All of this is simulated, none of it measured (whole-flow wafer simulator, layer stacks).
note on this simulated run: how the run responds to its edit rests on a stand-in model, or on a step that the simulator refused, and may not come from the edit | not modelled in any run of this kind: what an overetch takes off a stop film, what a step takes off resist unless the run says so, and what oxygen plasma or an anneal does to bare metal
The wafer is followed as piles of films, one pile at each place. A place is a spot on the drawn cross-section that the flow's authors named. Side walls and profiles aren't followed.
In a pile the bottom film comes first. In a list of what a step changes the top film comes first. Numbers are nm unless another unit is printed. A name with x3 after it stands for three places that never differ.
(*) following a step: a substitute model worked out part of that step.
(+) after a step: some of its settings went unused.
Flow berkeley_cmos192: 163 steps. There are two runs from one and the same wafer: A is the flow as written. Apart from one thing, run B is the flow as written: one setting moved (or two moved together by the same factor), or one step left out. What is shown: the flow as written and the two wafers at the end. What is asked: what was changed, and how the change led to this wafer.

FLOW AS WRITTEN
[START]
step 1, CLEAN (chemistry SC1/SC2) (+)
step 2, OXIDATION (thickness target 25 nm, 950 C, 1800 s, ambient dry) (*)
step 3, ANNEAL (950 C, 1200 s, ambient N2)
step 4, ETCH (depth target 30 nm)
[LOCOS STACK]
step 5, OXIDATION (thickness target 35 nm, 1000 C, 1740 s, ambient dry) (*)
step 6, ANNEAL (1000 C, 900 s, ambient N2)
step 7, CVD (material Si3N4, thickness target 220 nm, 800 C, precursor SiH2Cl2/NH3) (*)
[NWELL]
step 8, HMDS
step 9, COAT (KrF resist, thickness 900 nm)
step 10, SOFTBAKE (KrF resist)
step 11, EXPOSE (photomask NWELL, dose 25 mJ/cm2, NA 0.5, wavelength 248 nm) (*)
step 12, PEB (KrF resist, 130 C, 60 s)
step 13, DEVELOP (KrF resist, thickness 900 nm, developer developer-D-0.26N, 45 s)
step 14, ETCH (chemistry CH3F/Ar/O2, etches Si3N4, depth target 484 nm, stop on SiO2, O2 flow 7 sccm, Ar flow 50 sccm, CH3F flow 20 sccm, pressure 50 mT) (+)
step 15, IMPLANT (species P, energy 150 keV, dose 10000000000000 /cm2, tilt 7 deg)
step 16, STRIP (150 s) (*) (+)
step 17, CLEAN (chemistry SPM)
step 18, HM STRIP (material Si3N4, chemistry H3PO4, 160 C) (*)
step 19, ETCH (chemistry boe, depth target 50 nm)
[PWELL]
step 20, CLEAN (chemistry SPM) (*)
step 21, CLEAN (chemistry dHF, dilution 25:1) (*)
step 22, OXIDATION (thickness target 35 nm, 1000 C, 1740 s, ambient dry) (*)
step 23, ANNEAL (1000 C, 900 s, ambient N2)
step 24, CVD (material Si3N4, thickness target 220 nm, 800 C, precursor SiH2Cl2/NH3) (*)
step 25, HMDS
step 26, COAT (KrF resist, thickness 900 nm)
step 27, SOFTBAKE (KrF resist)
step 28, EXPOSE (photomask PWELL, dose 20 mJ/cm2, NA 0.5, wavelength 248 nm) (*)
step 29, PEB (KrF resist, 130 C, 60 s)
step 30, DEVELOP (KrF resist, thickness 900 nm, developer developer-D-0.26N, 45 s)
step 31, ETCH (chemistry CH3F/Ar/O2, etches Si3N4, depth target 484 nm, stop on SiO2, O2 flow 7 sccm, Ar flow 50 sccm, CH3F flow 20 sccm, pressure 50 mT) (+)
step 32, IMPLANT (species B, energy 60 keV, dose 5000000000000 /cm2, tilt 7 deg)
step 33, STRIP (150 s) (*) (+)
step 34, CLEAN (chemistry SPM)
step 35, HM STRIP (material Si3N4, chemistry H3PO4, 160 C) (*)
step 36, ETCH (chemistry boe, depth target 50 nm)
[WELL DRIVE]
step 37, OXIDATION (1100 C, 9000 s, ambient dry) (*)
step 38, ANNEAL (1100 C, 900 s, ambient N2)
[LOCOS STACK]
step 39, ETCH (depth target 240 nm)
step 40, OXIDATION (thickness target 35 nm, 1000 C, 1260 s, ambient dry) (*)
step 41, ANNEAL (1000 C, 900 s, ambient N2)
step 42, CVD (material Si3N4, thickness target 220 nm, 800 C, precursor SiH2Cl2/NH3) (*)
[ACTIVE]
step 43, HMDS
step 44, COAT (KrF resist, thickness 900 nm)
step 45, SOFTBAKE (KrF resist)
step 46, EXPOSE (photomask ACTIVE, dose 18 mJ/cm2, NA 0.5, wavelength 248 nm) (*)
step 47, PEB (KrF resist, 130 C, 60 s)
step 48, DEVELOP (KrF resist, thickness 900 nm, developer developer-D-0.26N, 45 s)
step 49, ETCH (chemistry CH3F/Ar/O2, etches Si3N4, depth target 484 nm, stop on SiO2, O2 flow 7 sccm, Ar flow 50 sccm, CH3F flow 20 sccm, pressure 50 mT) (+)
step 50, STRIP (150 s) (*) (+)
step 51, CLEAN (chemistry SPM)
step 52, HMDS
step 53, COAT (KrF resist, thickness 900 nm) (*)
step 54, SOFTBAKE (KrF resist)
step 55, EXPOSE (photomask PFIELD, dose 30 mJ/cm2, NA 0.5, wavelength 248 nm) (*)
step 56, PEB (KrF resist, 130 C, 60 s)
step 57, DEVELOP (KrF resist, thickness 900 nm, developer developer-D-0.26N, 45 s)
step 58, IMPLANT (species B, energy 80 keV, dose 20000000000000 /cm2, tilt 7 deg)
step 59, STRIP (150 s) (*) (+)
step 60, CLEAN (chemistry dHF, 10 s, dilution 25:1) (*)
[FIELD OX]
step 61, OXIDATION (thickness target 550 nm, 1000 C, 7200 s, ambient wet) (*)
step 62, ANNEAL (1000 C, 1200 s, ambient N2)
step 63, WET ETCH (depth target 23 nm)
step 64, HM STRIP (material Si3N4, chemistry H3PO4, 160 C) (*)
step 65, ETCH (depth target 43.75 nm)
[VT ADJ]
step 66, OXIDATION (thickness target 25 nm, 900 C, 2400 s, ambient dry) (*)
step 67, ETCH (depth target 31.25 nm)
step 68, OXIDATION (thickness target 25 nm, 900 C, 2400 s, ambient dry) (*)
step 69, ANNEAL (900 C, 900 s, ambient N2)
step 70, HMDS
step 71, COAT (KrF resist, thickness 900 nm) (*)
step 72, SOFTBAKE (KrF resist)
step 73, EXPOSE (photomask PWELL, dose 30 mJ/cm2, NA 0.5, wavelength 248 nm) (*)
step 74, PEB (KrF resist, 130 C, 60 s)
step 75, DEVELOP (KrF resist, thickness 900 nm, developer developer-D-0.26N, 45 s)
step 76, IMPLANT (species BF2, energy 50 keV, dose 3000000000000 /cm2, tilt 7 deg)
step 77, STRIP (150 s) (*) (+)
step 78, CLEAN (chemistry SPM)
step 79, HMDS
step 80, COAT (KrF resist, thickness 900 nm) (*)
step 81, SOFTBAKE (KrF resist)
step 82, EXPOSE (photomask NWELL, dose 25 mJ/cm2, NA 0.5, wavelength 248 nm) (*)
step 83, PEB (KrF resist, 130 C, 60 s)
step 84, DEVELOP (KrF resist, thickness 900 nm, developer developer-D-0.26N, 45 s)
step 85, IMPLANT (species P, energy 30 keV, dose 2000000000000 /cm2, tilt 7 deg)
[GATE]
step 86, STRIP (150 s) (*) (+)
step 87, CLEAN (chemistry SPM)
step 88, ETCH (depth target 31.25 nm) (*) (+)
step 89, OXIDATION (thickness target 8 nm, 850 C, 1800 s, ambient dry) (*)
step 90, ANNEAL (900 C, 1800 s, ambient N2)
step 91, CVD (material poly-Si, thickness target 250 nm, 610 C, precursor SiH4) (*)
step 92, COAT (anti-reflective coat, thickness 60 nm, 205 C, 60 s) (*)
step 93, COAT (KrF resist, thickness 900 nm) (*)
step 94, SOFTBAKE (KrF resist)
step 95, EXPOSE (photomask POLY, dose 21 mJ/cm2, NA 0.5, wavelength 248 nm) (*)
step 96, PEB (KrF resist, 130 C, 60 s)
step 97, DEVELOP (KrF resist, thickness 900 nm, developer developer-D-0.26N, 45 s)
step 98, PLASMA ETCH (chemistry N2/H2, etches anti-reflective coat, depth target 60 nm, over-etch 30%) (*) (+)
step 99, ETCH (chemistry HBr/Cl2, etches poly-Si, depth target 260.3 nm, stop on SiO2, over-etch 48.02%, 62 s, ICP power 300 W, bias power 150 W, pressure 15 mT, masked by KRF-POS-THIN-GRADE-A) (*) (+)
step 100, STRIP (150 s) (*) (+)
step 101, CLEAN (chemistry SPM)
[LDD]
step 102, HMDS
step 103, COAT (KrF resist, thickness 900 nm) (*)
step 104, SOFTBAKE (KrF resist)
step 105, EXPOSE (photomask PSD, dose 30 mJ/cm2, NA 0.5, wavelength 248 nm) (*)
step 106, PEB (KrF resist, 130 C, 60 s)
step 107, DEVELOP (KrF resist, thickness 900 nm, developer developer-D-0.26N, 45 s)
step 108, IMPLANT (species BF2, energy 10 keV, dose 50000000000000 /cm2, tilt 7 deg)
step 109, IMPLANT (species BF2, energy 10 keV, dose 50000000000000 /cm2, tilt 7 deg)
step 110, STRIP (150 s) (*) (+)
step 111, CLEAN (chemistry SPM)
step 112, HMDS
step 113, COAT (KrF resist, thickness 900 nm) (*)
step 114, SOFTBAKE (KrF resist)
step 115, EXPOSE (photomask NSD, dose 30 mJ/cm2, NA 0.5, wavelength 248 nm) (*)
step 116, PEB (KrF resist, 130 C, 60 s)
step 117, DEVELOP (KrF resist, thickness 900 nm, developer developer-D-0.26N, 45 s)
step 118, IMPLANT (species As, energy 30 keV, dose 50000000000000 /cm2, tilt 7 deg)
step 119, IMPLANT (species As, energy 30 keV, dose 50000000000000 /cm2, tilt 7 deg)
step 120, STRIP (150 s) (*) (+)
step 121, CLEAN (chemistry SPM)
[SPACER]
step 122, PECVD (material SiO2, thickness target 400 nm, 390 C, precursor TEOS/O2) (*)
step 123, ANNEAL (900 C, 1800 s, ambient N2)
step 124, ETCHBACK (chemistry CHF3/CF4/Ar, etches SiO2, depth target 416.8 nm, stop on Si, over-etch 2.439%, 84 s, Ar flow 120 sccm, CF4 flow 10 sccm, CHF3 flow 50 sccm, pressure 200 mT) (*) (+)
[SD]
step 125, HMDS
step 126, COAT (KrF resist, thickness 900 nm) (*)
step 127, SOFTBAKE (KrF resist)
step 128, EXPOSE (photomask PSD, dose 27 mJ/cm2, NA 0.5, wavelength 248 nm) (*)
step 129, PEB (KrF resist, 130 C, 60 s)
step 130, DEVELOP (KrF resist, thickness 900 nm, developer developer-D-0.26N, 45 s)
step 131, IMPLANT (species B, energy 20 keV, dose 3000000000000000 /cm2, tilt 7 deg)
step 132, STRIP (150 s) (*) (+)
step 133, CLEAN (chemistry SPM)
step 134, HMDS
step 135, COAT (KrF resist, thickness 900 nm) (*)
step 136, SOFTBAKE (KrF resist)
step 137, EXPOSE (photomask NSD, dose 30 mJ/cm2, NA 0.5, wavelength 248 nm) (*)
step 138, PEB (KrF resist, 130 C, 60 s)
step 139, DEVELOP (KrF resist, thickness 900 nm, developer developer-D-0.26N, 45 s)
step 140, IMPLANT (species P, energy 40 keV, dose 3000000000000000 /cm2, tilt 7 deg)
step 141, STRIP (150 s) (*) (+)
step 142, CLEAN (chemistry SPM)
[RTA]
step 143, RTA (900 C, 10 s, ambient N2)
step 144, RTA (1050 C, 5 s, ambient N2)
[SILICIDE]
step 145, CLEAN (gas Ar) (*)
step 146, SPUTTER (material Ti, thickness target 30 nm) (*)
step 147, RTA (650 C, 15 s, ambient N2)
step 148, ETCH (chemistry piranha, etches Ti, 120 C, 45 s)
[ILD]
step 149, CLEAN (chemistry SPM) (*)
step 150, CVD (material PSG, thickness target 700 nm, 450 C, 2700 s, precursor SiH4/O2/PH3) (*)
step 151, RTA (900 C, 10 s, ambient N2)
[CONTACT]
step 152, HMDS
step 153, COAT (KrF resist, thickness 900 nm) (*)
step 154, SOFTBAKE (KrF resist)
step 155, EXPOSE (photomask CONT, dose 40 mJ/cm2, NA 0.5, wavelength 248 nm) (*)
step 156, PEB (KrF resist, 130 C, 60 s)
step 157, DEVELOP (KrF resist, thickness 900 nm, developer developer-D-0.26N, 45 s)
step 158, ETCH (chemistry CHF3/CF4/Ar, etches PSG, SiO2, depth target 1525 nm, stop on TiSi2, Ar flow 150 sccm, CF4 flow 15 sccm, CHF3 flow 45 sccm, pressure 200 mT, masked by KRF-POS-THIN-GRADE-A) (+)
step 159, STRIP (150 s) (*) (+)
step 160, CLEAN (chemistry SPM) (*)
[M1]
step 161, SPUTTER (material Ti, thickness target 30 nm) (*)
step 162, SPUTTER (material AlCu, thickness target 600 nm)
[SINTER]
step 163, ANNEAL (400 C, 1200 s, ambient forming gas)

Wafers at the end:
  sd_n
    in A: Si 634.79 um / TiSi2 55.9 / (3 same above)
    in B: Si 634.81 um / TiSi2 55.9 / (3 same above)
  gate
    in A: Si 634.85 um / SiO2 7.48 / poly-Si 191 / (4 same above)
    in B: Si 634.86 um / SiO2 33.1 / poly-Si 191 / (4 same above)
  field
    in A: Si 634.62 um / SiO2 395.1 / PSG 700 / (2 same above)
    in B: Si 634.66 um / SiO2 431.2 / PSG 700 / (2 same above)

What caused this: step 39, ETCH: depth target 85 nm was run, while the flow as written has depth target 240 nm.

Step by step, how the change led to this:
  step 39, ETCH (depth target 240 nm)
      field, sd_n, spacer_n and 6 more: A SiO2 loses 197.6 (all of it) | B SiO2 loses 85
  step 40, OXIDATION (thickness target 35 nm, 1000 C, 1260 s, ambient dry) (*)
      field, sd_n, spacer_n and 6 more: A SiO2 gains 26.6 (new film), Si loses 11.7 | B SiO2 gains 11.2, Si loses 4.91
  step 61, OXIDATION (thickness target 550 nm, 1000 C, 7200 s, ambient wet) (*)
      sd_n, sd_p: A SiO2 gains 12.1 (new film), Si3N4 loses 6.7, SiO2 gains 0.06, Si loses 0.06 | B SiO2 gains 12.1 (new film), Si3N4 loses 6.7
      gate: A SiO2 gains 12.1 (new film), Si3N4 loses 6.7, SiO2 gains 0.05, Si loses 0.05 | B SiO2 gains 12.1 (new film), Si3N4 loses 6.7
      (also at 1 further place)
  step 65, ETCH (depth target 43.75 nm)
      sd_n, spacer_n, gate, sd_p, spacer_p, gate_p, contact, m1: A SiO2 loses 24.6 (all of it) | B SiO2 loses 43.8
  step 66, OXIDATION (thickness target 25 nm, 900 C, 2400 s, ambient dry) (*)
      sd_n, spacer_n, gate, sd_p, spacer_p, gate_p, contact, m1: A SiO2 gains 14.9 (new film), Si loses 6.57 | B SiO2 gains 7.19, Si loses 3.16
  step 67, ETCH (depth target 31.25 nm)
      sd_n, spacer_n, gate, sd_p, spacer_p, gate_p, contact, m1: A SiO2 loses 14.9 (all of it) | B SiO2 loses 31.2
  step 68, OXIDATION (thickness target 25 nm, 900 C, 2400 s, ambient dry) (*)
      sd_n, spacer_n, gate, sd_p, spacer_p, gate_p, contact, m1: A SiO2 gains 14.9 (new film), Si loses 6.57 | B SiO2 gains 7, Si loses 3.08
  step 88, ETCH (depth target 31.25 nm) (*) (+)
      sd_n, spacer_n, gate, sd_p, spacer_p, gate_p, contact, m1: A SiO2 loses 14.9 (all of it) | B SiO2 loses 31.3
  step 89, OXIDATION (thickness target 8 nm, 850 C, 1800 s, ambient dry) (*)
      sd_n, spacer_n, gate, sd_p, spacer_p, gate_p, contact, m1: A SiO2 gains 7.48 (new film), Si loses 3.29 | B SiO2 gains 3.39, Si loses 1.49
  step 92, COAT (anti-reflective coat, thickness 60 nm, 205 C, 60 s) (*)
      sd_n: A anti-reflective coat gains 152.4 (new film) | B anti-reflective coat gains 172.1 (new film)
      spacer_n: A anti-reflective coat gains 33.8 (new film) | B anti-reflective coat gains 27.5 (new film)
      (also at 6 further places)
  step 93, COAT (KrF resist, thickness 900 nm) (*)
      spacer_n: A KrF resist gains 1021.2 (new film) | B KrF resist gains 1044.5 (new film)
      gate: A KrF resist gains 1023.8 (new film) | B KrF resist gains 1047.5 (new film)
  step 97, DEVELOP (KrF resist, thickness 900 nm, developer developer-D-0.26N, 45 s)
      spacer_n: A KrF resist loses 1019.5 (all of it) | B KrF resist loses 1042.7 (all of it)
  step 98, PLASMA ETCH (chemistry N2/H2, etches anti-reflective coat, depth target 60 nm, over-etch 30%) (*) (+)
      field: A anti-reflective coat loses 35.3 (all of it), poly-Si loses 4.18 | B anti-reflective coat loses 35.2 (all of it), poly-Si loses 4.84
      sd_n: A anti-reflective coat loses 152.4 (all of it), poly-Si loses 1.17 | B anti-reflective coat loses 172.1 (all of it), poly-Si loses 1.32
      (also at 5 further places)
  step 100, STRIP (150 s) (*) (+)
      gate: A chemical SiO2 gains 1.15 (new film), KrF resist loses 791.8 (all of it), anti-reflective coat loses 30 (all of it), poly-Si loses 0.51 | B chemical SiO2 gains 1.15 (new film), KrF resist loses 815.4 (all of it), anti-reflective coat loses 23 (all of it), poly-Si loses 0.51
      gate_p: A chemical SiO2 gains 1.15 (new film), KrF resist loses 765.1 (all of it), anti-reflective coat loses 31 (all of it), poly-Si loses 0.51 | B chemical SiO2 gains 1.15 (new film), KrF resist loses 780.3 (all of it), anti-reflective coat loses 26.4 (all of it), poly-Si loses 0.51
  step 124, ETCHBACK (chemistry CHF3/CF4/Ar, etches SiO2, depth target 416.8 nm, stop on Si, over-etch 2.439%, 84 s, Ar flow 120 sccm, CF4 flow 10 sccm, CHF3 flow 50 sccm, pressure 200 mT) (*) (+)
      sd_n: A SiO2 loses 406 (all of it) | B SiO2 loses 427
      contact: A SiO2 loses 405.8 (all of it) | B SiO2 loses 427
      (also at 2 further places)
  step 126, COAT (KrF resist, thickness 900 nm) (*)
      sd_n: A KrF resist gains 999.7 (new film) | B KrF resist gains 1029.2 (new film)
      sd_p: A KrF resist gains 1006.2 (new film) | B KrF resist gains 1033.6 (new film)
      (also at 2 further places)
  ... 13 further steps ...
  step 162, SPUTTER (material AlCu, thickness target 600 nm)
      sd_p: A AlCu gains 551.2 (new film) | B AlCu gains 519.5 (new film)
